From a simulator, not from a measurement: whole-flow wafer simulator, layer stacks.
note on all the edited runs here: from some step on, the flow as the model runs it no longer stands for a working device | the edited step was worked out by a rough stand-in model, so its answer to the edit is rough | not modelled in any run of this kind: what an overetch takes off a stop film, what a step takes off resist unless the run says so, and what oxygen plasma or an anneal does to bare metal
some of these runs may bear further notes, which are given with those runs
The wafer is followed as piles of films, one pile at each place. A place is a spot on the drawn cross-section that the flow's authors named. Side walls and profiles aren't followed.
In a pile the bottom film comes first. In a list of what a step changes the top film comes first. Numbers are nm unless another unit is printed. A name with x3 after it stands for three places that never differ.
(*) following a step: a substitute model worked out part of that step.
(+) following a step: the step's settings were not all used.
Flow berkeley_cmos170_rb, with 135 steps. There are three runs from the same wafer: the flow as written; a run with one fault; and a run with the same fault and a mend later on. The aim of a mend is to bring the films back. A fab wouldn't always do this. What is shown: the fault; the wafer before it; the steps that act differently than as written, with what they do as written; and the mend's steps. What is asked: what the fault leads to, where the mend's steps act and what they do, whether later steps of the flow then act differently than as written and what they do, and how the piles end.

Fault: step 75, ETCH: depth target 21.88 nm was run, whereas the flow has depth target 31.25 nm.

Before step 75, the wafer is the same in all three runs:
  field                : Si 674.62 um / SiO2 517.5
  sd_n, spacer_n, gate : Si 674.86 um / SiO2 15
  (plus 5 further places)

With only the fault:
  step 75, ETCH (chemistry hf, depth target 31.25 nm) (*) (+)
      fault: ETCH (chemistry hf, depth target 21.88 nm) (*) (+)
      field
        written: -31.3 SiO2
        fault: -21.9 SiO2
  Steps later in the flow that act otherwise than as written (not shown: 23 more steps that differ only slightly, by at most 2% or 0.5 nm, whichever is larger):
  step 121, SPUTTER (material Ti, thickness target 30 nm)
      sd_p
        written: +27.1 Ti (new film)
        fault: +25.2 Ti (new film)
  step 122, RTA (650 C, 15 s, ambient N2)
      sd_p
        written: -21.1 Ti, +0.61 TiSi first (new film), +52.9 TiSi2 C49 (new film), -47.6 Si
        fault: -19.6 Ti, +50 TiSi2 C49 (new film), -44.6 Si
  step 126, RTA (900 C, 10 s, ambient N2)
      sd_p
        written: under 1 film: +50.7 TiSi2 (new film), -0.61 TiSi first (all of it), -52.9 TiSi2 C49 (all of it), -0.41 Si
        fault: under 1 film: +47 TiSi2 (new film), -50 TiSi2 C49 (all of it)
  At sd_p, the piles at the end differ from the flow's by more than 2% or 0.5 nm, whichever is larger.
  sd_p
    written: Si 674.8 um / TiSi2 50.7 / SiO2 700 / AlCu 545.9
    fault: Si 674.81 um / TiSi2 47 / SiO2 700 / AlCu 541.5

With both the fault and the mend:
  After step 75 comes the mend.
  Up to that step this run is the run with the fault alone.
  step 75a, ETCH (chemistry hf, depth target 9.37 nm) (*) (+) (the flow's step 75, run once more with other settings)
      field
        -9.37 SiO2
  Later steps of the flow that are run all act as written at every place that is followed, up to a difference of at most 2% or 0.5 nm, whichever is larger.
  The piles end the same as the flow's at every place that both follow.
